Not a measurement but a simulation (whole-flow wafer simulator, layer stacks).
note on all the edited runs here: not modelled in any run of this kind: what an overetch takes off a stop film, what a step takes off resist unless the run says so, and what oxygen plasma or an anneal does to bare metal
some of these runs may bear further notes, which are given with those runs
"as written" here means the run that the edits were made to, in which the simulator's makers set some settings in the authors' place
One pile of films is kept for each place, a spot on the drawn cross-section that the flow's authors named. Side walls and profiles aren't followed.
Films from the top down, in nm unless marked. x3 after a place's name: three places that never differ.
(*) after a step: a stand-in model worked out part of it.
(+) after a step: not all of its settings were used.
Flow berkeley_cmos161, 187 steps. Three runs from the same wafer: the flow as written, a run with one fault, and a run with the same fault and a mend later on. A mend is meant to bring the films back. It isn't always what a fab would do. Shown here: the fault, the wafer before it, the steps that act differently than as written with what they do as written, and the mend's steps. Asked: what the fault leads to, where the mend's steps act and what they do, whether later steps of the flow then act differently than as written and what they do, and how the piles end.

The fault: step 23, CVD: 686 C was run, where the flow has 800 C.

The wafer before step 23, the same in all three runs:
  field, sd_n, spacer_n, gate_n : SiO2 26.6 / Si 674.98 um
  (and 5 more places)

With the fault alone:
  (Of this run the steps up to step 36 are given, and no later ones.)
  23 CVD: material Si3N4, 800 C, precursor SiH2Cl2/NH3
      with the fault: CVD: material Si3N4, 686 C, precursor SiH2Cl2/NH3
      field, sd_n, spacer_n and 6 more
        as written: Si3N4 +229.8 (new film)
        with the fault: Si3N4 +34.2 (new film)
  Later steps of the flow that act differently than as written (1 more step differs only slightly, by at most 2% or 0.5 nm, whichever is larger, and isn't shown):
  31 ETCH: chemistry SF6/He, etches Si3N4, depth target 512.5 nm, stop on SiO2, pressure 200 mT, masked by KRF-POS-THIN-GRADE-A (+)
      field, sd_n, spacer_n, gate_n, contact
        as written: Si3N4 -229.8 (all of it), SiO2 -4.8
        with the fault: Si3N4 -34.2 (all of it), SiO2 -4.8
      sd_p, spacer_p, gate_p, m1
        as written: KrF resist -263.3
        with the fault: KrF resist -50.7
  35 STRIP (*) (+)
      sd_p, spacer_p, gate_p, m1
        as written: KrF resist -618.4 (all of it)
        with the fault: KrF resist -830.9 (all of it)
  After step 36 the piles differ from the flow's by more than 2% or 0.5 nm, whichever is larger, at sd_p, spacer_p, gate_p, m1.
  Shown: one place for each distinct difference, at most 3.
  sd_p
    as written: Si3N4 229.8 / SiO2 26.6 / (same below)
    with the fault: Si3N4 34.2 / SiO2 26.6 / (same below)

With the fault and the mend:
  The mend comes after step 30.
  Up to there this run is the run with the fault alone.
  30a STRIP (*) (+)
      sd_p, spacer_p, gate_p, m1
        KrF resist -882 (all of it)
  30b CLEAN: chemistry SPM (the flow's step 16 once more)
      changes no film at any place that is followed
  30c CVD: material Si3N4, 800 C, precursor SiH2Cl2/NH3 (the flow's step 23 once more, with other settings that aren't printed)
      field, sd_n, spacer_n and 6 more
        Si3N4 +195.6
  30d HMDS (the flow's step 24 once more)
      changes no film at any place that is followed
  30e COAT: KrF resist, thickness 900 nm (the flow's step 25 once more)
      field, sd_n, spacer_n and 6 more
        KrF resist +900 (new film)
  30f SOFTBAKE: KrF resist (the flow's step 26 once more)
      changes no film at any place that is followed
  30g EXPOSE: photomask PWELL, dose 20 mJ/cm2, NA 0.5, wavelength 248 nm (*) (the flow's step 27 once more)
      changes no film at any place that is followed
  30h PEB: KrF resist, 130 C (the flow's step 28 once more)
      field, sd_n, spacer_n and 6 more
        KrF resist -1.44
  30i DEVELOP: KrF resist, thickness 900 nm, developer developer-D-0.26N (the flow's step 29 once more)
      field, sd_n, spacer_n, gate_n, contact
        KrF resist -898.6 (all of it)
      sd_p, spacer_p, gate_p, m1
        KrF resist -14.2
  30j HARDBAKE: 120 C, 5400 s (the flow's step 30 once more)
      sd_p, spacer_p, gate_p, m1
        KrF resist -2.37
  No later step of the flow acts differently than as written at any place that is followed.
  At the end the piles are the same as the flow's at every place that both follow.
